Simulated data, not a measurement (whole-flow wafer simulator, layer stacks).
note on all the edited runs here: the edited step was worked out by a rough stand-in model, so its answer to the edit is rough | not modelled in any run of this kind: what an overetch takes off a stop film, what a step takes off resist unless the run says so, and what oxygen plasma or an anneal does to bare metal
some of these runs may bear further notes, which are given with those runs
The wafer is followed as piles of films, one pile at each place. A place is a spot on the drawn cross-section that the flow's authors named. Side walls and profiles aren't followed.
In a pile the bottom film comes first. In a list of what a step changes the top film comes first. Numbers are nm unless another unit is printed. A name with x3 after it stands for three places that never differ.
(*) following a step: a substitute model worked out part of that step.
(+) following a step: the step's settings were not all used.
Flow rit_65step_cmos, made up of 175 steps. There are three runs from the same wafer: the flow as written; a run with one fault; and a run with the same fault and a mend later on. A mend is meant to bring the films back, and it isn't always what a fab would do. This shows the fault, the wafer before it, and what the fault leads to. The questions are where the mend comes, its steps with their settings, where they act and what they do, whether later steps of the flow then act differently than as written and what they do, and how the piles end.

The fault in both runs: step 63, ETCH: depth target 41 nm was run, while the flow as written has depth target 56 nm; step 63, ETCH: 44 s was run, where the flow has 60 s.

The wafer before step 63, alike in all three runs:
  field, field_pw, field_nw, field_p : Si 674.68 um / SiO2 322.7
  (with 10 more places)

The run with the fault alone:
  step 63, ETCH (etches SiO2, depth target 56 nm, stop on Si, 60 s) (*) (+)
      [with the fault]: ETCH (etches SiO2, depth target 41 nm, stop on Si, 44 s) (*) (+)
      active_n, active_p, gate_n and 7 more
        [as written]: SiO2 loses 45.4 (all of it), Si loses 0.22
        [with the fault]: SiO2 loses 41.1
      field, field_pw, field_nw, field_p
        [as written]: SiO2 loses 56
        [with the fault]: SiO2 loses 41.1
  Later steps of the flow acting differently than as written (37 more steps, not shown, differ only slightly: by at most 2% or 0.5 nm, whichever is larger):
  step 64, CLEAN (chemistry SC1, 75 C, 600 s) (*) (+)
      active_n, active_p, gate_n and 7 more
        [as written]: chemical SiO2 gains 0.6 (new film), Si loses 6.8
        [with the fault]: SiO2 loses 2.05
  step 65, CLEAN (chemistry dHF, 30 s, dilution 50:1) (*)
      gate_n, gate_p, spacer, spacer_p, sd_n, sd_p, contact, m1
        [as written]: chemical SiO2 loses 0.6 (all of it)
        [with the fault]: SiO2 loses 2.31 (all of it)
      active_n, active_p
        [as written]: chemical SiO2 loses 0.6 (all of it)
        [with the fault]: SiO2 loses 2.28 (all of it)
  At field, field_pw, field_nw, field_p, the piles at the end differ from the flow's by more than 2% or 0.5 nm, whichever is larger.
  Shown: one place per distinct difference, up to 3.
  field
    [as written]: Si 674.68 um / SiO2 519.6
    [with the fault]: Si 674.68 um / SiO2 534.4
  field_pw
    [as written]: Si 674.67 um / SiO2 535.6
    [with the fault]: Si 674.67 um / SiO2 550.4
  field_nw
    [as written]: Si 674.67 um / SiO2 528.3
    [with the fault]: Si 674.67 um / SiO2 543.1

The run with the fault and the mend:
  After step 63 comes the mend.
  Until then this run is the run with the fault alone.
  step 63a, ETCH (etches SiO2, depth target 15.06 nm, stop on Si, 16.14 s) (*) (+) (the flow's step 63 again, with other settings)
      gate_n, gate_p, spacer, spacer_p, sd_n, sd_p, contact, m1
        SiO2 loses 4.36 (all of it)
      field, field_pw, field_nw, field_p
        SiO2 loses 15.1
      active_n, active_p
        SiO2 loses 4.33 (all of it)
  None of the later steps of the flow differs from how it acts as written, at any place that is followed, by more than 2% or 0.5 nm, whichever is larger.
  The piles end only slightly different from the flow's at the places that both follow, by no more than 2% or 0.5 nm, whichever is larger.
